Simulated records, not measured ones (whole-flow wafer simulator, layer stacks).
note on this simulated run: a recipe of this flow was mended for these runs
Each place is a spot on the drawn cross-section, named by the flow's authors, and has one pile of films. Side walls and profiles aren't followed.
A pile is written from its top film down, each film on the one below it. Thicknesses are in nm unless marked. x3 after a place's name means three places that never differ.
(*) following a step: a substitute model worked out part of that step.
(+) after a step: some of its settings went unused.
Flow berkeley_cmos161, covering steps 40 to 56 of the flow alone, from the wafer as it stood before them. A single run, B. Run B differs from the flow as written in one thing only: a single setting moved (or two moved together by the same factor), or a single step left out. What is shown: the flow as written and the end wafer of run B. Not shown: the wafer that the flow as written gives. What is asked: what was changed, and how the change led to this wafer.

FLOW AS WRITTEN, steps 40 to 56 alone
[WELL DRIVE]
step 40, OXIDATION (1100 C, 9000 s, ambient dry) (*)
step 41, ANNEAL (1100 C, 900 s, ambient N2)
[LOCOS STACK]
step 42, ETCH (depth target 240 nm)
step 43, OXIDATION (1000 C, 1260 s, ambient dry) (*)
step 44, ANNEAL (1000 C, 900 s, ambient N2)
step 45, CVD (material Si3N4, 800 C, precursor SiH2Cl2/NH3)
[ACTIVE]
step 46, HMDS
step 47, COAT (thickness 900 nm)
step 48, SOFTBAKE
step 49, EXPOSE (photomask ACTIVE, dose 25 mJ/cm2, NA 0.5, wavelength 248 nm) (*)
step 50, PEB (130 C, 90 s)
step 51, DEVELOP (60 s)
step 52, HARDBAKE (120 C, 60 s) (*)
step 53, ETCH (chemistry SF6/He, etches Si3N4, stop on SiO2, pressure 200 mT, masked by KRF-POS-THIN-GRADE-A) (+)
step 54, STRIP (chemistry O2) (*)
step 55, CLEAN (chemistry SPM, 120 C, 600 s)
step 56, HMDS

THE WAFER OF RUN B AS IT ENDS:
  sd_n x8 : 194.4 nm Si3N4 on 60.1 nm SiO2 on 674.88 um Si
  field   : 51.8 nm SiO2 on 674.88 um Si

Cause: step 42, ETCH: depth target 154 nm was run, whereas the flow has depth target 240 nm.

Step by step, how the change led to this:
  step 42, ETCH (depth target 240 nm)
      field, sd_n x8: SiO2 loses 154 (as written it would have been: SiO2 loses 197.6 (all of it))
  step 43, OXIDATION (1000 C, 1260 s, ambient dry) (*)
      field, sd_n x8: SiO2 gains 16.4, Si loses 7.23 (as written it would have been: SiO2 gains 26.6 (new film), Si loses 11.7)
